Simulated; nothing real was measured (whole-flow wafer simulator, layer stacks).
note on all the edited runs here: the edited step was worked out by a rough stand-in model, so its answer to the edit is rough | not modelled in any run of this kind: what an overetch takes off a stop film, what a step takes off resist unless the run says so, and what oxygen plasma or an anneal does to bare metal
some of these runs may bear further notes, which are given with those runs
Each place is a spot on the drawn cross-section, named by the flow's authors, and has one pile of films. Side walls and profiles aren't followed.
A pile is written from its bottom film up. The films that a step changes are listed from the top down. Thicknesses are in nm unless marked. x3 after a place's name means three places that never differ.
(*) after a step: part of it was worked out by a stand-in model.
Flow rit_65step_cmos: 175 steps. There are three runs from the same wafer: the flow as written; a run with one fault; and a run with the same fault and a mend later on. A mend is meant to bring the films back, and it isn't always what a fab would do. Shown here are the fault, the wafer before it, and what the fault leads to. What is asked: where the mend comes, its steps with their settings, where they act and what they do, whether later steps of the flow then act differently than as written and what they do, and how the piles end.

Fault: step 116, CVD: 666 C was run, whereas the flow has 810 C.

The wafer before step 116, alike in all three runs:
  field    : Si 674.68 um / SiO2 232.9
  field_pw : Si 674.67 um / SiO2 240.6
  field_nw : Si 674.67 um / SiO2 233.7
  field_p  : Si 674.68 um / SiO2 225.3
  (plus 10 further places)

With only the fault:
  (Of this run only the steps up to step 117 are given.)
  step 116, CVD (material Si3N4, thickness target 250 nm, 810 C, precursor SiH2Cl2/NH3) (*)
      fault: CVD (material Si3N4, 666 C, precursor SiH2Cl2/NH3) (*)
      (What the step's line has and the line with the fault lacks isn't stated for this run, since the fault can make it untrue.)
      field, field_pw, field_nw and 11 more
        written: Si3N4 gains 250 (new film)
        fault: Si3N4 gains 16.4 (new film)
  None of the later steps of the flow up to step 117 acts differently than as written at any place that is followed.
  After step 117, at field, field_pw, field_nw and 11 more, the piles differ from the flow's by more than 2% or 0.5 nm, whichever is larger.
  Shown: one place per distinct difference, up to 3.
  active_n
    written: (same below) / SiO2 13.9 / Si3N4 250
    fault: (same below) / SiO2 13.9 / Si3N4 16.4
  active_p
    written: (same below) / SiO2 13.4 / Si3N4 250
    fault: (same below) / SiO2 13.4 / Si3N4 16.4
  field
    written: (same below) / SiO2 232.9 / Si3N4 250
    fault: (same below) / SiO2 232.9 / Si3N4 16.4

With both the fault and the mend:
  The mend follows step 117.
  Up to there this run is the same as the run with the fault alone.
  step 117a, ETCH (chemistry h3po4, depth target 18.9 nm)
      field, field_pw, field_nw and 11 more
        Si3N4 loses 16.4 (all of it)
  step 117b, CLEAN (chemistry SC2, 75 C, 600 s) (a further turn of the flow's step 115)
      alters no film at any place that is followed
  step 117c, CVD (material Si3N4, thickness target 250 nm, 810 C, precursor SiH2Cl2/NH3) (*) (a further turn of the flow's step 116)
      field, field_pw, field_nw and 11 more
        Si3N4 gains 250 (new film)
  None of the later steps of the flow acts differently than as written at any place that is followed.
  The piles end the same as the flow's at every place that both follow.
